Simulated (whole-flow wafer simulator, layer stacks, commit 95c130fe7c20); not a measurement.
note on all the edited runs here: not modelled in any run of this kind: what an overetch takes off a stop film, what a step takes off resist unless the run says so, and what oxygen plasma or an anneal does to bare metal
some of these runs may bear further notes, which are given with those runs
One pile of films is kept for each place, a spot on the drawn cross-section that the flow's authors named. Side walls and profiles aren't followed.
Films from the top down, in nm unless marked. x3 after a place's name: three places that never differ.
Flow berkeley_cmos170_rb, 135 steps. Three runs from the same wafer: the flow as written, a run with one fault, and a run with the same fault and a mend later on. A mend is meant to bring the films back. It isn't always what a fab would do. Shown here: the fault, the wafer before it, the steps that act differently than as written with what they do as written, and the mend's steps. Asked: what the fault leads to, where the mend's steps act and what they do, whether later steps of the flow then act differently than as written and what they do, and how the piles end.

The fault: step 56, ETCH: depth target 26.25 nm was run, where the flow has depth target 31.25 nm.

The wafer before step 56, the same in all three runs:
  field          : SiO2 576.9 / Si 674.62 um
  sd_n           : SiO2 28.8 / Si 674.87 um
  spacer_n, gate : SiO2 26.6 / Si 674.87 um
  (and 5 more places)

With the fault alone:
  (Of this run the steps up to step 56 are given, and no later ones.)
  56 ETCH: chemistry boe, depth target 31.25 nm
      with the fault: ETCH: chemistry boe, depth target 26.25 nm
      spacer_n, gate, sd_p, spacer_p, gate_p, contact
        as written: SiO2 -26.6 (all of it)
        with the fault: SiO2 -26.2
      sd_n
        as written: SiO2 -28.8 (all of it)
        with the fault: SiO2 -26.2
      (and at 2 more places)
  After step 56 the piles differ from the flow's by more than 2% or 0.5 nm, whichever is larger, at sd_n, m1.
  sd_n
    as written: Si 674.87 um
    with the fault: SiO2 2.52 / Si 674.87 um
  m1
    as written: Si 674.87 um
    with the fault: SiO2 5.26 / Si 674.87 um

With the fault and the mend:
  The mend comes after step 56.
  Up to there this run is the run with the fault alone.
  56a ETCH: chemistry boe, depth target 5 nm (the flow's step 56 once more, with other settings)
      spacer_n, spacer_p, gate_p, contact
        SiO2 -0.3 (all of it)
      gate, sd_p
        SiO2 -0.38 (all of it)
      field
        SiO2 -5
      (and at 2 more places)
  No later step of the flow acts differently than as written, at any place that is followed, by more than 2% or 0.5 nm, whichever is larger.
  At the end the piles are the same as the flow's at every place that both follow.
